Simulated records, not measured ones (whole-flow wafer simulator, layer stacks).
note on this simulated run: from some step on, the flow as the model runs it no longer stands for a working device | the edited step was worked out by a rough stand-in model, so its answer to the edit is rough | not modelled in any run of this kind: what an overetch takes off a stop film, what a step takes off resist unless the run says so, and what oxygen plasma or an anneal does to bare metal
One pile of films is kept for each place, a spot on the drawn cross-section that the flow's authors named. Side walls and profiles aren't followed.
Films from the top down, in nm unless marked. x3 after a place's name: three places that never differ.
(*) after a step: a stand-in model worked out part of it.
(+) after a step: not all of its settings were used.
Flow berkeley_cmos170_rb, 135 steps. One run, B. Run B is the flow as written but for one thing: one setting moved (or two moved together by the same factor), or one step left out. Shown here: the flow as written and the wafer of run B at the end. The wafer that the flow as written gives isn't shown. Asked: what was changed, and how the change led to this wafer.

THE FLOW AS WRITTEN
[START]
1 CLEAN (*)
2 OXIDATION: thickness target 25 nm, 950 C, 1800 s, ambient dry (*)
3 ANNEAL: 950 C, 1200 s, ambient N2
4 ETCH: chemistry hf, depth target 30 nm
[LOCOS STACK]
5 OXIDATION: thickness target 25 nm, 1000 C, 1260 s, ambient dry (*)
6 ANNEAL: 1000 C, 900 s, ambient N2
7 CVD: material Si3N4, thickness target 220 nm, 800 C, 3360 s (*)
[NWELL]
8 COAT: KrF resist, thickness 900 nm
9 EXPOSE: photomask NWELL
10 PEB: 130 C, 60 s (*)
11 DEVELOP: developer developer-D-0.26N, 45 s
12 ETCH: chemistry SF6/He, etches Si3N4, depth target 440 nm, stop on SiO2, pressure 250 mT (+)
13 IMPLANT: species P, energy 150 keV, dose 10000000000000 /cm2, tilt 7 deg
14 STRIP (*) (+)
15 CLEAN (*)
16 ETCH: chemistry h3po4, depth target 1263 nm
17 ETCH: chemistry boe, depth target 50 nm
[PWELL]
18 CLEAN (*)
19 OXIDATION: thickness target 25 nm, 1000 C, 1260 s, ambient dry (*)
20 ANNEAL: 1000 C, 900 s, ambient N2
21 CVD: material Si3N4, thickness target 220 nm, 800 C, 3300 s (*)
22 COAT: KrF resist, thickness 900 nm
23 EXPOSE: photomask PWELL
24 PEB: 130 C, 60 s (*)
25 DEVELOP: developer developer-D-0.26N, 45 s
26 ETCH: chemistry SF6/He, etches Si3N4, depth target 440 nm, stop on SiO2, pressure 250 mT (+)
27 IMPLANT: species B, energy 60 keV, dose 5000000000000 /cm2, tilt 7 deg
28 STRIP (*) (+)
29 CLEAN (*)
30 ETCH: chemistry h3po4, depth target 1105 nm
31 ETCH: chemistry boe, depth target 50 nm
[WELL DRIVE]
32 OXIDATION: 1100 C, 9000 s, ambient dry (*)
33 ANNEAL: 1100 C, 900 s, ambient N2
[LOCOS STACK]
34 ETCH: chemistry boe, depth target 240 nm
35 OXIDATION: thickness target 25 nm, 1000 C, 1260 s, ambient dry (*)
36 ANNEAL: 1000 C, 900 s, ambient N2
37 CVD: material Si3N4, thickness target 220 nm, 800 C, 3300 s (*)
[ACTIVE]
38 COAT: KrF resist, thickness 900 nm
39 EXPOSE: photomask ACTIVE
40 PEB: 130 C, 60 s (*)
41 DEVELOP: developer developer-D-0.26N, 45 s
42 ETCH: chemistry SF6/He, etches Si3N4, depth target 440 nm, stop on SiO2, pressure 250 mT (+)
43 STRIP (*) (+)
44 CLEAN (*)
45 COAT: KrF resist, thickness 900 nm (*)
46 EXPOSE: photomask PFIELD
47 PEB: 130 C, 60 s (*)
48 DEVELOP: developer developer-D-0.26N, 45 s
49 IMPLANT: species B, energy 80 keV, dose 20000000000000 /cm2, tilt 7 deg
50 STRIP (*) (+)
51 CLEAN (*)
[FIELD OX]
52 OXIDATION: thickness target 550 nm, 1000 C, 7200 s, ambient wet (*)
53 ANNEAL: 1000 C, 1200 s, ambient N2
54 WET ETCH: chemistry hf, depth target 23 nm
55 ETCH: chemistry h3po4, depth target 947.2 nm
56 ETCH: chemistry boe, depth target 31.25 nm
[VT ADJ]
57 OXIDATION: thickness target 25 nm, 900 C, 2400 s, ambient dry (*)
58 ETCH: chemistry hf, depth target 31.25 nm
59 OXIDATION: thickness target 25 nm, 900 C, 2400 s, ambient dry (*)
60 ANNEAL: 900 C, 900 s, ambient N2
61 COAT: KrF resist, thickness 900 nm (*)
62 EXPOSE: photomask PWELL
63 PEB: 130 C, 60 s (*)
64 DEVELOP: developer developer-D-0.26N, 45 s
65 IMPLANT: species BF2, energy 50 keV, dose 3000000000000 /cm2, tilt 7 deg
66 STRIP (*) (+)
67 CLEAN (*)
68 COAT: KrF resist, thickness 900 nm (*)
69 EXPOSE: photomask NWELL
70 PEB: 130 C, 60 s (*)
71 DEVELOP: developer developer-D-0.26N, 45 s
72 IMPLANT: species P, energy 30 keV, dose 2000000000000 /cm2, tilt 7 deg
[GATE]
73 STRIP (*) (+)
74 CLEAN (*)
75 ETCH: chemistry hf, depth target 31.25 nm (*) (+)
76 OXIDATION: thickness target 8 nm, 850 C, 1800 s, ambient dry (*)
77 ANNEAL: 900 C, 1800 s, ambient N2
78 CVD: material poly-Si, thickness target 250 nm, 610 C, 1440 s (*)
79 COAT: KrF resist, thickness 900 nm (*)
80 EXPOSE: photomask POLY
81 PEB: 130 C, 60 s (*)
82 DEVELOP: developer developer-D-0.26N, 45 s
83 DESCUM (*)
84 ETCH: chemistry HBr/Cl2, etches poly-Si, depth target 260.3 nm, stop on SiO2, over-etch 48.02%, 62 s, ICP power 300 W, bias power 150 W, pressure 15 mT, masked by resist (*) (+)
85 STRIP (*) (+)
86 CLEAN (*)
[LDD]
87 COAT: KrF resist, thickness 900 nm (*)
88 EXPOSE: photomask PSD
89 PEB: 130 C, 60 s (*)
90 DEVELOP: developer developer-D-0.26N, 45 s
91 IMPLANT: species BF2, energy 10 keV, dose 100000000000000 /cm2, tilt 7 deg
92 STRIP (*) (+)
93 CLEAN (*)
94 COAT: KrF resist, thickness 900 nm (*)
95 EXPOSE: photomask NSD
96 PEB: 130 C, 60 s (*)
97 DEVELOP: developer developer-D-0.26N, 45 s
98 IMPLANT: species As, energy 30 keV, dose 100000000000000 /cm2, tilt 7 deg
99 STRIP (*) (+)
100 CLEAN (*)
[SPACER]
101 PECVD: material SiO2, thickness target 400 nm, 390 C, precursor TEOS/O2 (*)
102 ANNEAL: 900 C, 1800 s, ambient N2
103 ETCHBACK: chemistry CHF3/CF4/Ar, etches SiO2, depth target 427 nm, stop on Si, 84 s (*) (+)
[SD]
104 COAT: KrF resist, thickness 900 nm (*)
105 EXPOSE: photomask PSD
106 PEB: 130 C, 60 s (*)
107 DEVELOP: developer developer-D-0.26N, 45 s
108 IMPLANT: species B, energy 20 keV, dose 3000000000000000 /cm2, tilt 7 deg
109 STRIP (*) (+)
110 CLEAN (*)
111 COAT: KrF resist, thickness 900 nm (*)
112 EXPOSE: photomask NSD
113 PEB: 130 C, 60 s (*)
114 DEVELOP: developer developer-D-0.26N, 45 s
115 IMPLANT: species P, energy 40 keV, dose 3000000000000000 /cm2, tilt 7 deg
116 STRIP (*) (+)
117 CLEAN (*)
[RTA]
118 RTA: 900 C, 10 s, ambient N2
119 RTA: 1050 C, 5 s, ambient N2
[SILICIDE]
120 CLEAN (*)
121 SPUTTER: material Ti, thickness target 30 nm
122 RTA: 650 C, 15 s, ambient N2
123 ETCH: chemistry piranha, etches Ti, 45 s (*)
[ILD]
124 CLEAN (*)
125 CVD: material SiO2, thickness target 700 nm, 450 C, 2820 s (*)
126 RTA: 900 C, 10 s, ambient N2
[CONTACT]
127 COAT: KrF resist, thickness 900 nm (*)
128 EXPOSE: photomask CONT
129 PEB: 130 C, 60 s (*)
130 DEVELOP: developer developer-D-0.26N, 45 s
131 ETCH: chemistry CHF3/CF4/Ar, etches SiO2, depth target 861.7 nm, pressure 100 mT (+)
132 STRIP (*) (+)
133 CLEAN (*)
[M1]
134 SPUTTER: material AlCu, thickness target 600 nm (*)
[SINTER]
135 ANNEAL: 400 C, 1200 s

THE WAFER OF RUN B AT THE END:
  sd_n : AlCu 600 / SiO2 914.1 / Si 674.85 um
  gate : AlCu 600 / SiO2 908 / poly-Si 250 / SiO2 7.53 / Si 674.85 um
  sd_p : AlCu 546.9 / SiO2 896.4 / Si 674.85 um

The cause: step 103, ETCHBACK: depth target 192 nm was run, where the flow has depth target 427 nm.

How the change led to this, step by step:
  103 ETCHBACK: chemistry CHF3/CF4/Ar, etches SiO2, depth target 427 nm, stop on Si, 84 s (*) (+)
      sd_n, contact, m1: SiO2 -192 (as written it would be: SiO2 -406.1 (all of it))
      spacer_n, spacer_p: nothing (as written it would be: SiO2 -157.9)
      (and at 4 more places)
  104 COAT: KrF resist, thickness 900 nm (*)
      sd_n: KrF resist +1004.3 (new film) (as written it would be: KrF resist +982.1 (new film))
      spacer_n: KrF resist +846.9 (new film) (as written it would be: KrF resist +766.3 (new film))
      (and at 4 more places)
  107 DEVELOP: developer developer-D-0.26N, 45 s
      sd_p: KrF resist -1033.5 (all of it) (as written it would be: KrF resist -990.7 (all of it))
      spacer_p: KrF resist -845.8 (all of it) (as written it would be: KrF resist -767.7 (all of it))
      (and at 1 more place)
  109 STRIP (*) (+)
      sd_n: KrF resist -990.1 (all of it) (as written it would be: KrF resist -967.9 (all of it))
      spacer_n: KrF resist -832.7 (all of it) (as written it would be: KrF resist -752.1 (all of it))
      (and at 1 more place)
  111 COAT: KrF resist, thickness 900 nm (*)
      sd_n: KrF resist +1004.3 (new film) (as written it would be: KrF resist +982.1 (new film))
      spacer_n: KrF resist +846.9 (new film) (as written it would be: KrF resist +766.3 (new film))
      (and at 4 more places)
  114 DEVELOP: developer developer-D-0.26N, 45 s
      sd_n: KrF resist -1004.3 (all of it) (as written it would be: KrF resist -982.1 (all of it))
      spacer_n: KrF resist -846.9 (all of it) (as written it would be: KrF resist -766.3 (all of it))
      (and at 1 more place)
  116 STRIP (*) (+)
      sd_p: KrF resist -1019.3 (all of it) (as written it would be: KrF resist -976.5 (all of it))
      spacer_p: KrF resist -831.6 (all of it) (as written it would be: KrF resist -753.5 (all of it))
      (and at 1 more place)
  121 SPUTTER: material Ti, thickness target 30 nm
      spacer_n, spacer_p: Ti +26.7 (new film) (as written it would be: Ti +30 (new film))
      sd_p: Ti +25.1 (new film) (as written it would be: Ti +27.1 (new film))
  122 RTA: 650 C, 15 s, ambient N2
      sd_n, contact, m1: nothing (as written it would be: Ti -23.4, TiSi first +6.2 (new film), TiSi2 C49 +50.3 (new film), Si -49)
      gate, gate_p: nothing (as written it would be: Ti -23.4, TiSi first +6.2 (new film), TiSi2 C49 +50.3 (new film), poly-Si -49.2)
      (and at 1 more place)
  123 ETCH: chemistry piranha, etches Ti, 45 s (*)
      sd_n, gate, gate_p, contact, m1: Ti -30 (all of it) (as written it would be: Ti -6.6 (all of it))
      spacer_n, spacer_p: Ti -26.7 (all of it) (as written it would be: Ti -30 (all of it))
      (and at 1 more place)
  125 CVD: material SiO2, thickness target 700 nm, 450 C, 2820 s (*)
      sd_n, gate, sd_p, gate_p, contact, m1: SiO2 +700 (as written it would be: SiO2 +700 (new film))
  126 RTA: 900 C, 10 s, ambient N2
      sd_n, contact, m1: nothing (as written it would be: under 1 film: TiSi2 +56 (new film), TiSi first -6.2 (all of it), TiSi2 C49 -50.3 (all of it), Si -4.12)
      gate, gate_p: nothing (as written it would be: under 1 film: TiSi2 +56 (new film), TiSi first -6.2 (all of it), TiSi2 C49 -50.3 (all of it), poly-Si -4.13)
      (and at 1 more place)
  127 COAT: KrF resist, thickness 900 nm (*)
      spacer_n: KrF resist +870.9 (new film) (as written it would be: KrF resist +819.8 (new film))
      sd_p: KrF resist +1062.7 (new film) (as written it would be: KrF resist +1039.8 (new film))
      (and at 1 more place)
  131 ETCH: chemistry CHF3/CF4/Ar, etches SiO2, depth target 861.7 nm, pressure 100 mT (+)
      contact: SiO2 -861.7 (as written it would be: SiO2 -700 (all of it), TiSi2 -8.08)
  132 STRIP (*) (+)
      field: KrF resist -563 (all of it) (as written it would be: KrF resist -575.3 (all of it))
      spacer_n: KrF resist -641.2 (all of it) (as written it would be: KrF resist -590.2 (all of it))
      (and at 2 more places)
  134 SPUTTER: material AlCu, thickness target 600 nm (*)
      contact: AlCu +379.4 (new film) (as written it would be: AlCu +415.1 (new film))
